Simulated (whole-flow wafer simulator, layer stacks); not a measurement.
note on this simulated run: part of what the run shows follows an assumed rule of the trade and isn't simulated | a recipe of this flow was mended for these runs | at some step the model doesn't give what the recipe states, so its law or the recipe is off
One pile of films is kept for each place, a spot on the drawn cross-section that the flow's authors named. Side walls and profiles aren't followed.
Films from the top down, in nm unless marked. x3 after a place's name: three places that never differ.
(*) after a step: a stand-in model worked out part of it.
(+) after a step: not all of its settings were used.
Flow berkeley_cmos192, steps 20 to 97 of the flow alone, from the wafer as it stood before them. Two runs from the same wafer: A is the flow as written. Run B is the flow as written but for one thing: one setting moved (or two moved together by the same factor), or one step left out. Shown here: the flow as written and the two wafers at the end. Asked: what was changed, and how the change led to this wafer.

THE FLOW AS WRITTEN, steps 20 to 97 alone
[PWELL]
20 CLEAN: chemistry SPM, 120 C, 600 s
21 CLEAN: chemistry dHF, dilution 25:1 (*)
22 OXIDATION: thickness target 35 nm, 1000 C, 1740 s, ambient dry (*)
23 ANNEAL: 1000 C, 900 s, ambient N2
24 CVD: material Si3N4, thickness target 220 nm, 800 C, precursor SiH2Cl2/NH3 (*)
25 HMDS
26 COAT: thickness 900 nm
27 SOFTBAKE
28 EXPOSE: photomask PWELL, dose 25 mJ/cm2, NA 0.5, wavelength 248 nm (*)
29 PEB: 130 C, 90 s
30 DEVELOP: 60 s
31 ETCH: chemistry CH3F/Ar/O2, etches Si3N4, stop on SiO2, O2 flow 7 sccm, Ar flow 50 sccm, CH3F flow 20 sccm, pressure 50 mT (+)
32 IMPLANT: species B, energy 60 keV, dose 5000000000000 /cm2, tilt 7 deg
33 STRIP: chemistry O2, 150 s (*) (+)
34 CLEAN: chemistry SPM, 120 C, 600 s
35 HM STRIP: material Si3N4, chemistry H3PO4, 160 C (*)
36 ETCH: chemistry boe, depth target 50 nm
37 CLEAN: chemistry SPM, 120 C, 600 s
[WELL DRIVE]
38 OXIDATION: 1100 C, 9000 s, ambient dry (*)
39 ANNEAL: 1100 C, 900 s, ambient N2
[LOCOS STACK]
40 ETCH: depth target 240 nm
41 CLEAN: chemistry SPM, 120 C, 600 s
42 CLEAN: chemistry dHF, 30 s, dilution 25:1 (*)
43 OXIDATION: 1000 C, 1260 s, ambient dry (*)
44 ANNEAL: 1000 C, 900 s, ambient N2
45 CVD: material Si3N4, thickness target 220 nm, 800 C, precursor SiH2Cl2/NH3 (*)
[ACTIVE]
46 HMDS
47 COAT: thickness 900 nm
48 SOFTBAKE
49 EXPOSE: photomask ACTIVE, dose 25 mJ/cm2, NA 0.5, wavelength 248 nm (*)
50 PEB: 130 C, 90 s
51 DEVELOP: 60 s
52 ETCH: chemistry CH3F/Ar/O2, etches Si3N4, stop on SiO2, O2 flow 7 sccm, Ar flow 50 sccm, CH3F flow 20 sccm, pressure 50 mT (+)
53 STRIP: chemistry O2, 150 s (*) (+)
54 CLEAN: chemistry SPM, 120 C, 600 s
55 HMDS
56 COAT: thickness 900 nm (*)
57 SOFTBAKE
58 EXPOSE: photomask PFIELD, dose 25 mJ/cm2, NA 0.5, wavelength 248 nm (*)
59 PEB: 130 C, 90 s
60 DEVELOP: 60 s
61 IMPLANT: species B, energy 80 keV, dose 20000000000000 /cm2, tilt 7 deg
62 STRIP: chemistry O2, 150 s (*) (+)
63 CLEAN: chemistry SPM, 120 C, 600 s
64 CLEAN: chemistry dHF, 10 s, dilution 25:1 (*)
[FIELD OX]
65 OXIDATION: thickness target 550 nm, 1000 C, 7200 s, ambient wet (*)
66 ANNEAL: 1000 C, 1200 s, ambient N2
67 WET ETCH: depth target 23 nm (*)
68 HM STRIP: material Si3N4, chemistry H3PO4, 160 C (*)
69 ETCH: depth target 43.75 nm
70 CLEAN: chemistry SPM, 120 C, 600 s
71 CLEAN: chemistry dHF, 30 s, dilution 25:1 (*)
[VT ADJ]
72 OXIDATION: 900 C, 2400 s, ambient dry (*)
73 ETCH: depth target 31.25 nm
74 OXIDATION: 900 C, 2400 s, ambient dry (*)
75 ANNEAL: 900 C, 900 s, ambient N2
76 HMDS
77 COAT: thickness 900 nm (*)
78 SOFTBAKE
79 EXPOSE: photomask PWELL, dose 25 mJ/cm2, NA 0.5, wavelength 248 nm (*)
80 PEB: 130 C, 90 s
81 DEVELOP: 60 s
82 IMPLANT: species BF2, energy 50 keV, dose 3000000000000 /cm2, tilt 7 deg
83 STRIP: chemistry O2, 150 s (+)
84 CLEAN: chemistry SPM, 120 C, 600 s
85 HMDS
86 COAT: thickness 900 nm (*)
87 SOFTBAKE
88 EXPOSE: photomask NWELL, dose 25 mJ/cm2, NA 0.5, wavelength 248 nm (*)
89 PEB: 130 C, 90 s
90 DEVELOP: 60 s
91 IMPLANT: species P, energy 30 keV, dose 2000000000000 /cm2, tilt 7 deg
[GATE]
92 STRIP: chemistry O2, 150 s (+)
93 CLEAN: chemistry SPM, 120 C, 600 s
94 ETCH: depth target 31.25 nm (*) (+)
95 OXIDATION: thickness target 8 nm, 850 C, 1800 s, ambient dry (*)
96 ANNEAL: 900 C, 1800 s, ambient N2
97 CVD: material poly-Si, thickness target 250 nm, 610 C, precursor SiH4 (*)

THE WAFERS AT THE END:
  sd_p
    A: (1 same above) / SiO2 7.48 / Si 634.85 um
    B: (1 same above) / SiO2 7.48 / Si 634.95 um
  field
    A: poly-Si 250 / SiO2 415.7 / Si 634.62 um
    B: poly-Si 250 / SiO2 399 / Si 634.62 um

The cause: step 35, HM STRIP: material Si3N4, chemistry H3PO4, 160 C (*), was left out.

How the change led to this, step by step:
  36 ETCH: chemistry boe, depth target 50 nm
      sd_p, spacer_p, gate_p: A SiO2 -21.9 (all of it) | B Si3N4 -0.5
      field, sd_n, spacer_n, gate, contact, m1: A SiO2 -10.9 (all of it) | B SiO2 -28 (all of it)
  37 CLEAN: chemistry SPM, 120 C, 600 s
      sd_p, spacer_p, gate_p: A chemical SiO2 +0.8 (new film), Si -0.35 | B nothing
  38 OXIDATION: 1100 C, 9000 s, ambient dry (*)
      spacer_p, gate_p: A SiO2 +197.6 (new film), chemical SiO2 -0.8 (all of it), Si -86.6 | B nothing
      sd_p: A SiO2 +197.6 (new film), chemical SiO2 -0.8 (all of it), Si -86.6 | B under 1 film: SiO2 +0.02
  40 ETCH: depth target 240 nm
      sd_p, spacer_p, gate_p: A SiO2 -197.6 (all of it) | B Si3N4 -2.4
  41 CLEAN: chemistry SPM, 120 C, 600 s
      sd_p, spacer_p, gate_p: A chemical SiO2 +0.8 (new film), Si -0.35 | B nothing
  42 CLEAN: chemistry dHF, 30 s, dilution 25:1 (*)
      sd_p, spacer_p, gate_p: A chemical SiO2 -0.8 (all of it) | B Si3N4 -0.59
  43 OXIDATION: 1000 C, 1260 s, ambient dry (*)
      sd_p, spacer_p, gate_p: A SiO2 +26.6 (new film), Si -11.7 | B nothing
  45 CVD: material Si3N4, thickness target 220 nm, 800 C, precursor SiH2Cl2/NH3 (*)
      sd_p, spacer_p, gate_p: A Si3N4 +220 (new film) | B Si3N4 +220
  47 COAT: thickness 900 nm
      sd_p: A KrF-resist +900 (new film) | B KrF-resist +745.3 (new film)
      spacer_p: A KrF-resist +900 (new film) | B KrF-resist +773.8 (new film)
      (and at 1 more place)
  53 STRIP: chemistry O2, 150 s (*) (+)
      sd_n: A KrF-resist -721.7 (all of it) | B KrF-resist -739.3 (all of it)
      sd_p: A KrF-resist -721.7 (all of it) | B KrF-resist -567.4 (all of it)
      (and at 2 more places)
  56 COAT: thickness 900 nm (*)
      sd_p: A KrF-resist +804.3 (new film) | B KrF-resist +663 (new film)
      spacer_p: A KrF-resist +822 (new film) | B KrF-resist +708.4 (new film)
      (and at 1 more place)
  62 STRIP: chemistry O2, 150 s (*) (+)
      sd_p: A KrF-resist -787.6 (all of it) | B KrF-resist -646.7 (all of it)
      spacer_p: A KrF-resist -805.3 (all of it) | B KrF-resist -692 (all of it)
      (and at 1 more place)
  65 OXIDATION: thickness target 550 nm, 1000 C, 7200 s, ambient wet (*)
      sd_p: A SiO2 +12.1 (new film), Si3N4 -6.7, SiO2 +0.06, Si -0.06 | B SiO2 +12.1 (new film), Si3N4 -6.7
  68 HM STRIP: material Si3N4, chemistry H3PO4, 160 C (*)
      sd_p, spacer_p, gate_p: A Si3N4 -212 (all of it), SiO2 -9.87 | B Si3N4 -428.5 (all of it), SiO2 -19.9
      field: A SiO2 -16.5 | B SiO2 -33.3
  69 ETCH: depth target 43.75 nm
      spacer_p, gate_p: A SiO2 -16.7 (all of it) | B SiO2 -11.7 (all of it)
      sd_p: A SiO2 -16.8 (all of it) | B SiO2 -11.7 (all of it)
  77 COAT: thickness 900 nm (*)
      sd_p: A KrF-resist +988 (new film) | B KrF-resist +930.9 (new film)
      spacer_p: A KrF-resist +970.8 (new film) | B KrF-resist +925.1 (new film)
      (and at 1 more place)
  ... 2 more steps ...
  90 DEVELOP: 60 s
      sd_p: A KrF-resist -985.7 (all of it) | B KrF-resist -928.8 (all of it)
      spacer_p: A KrF-resist -968.6 (all of it) | B KrF-resist -923.1 (all of it)
      (and at 1 more place)
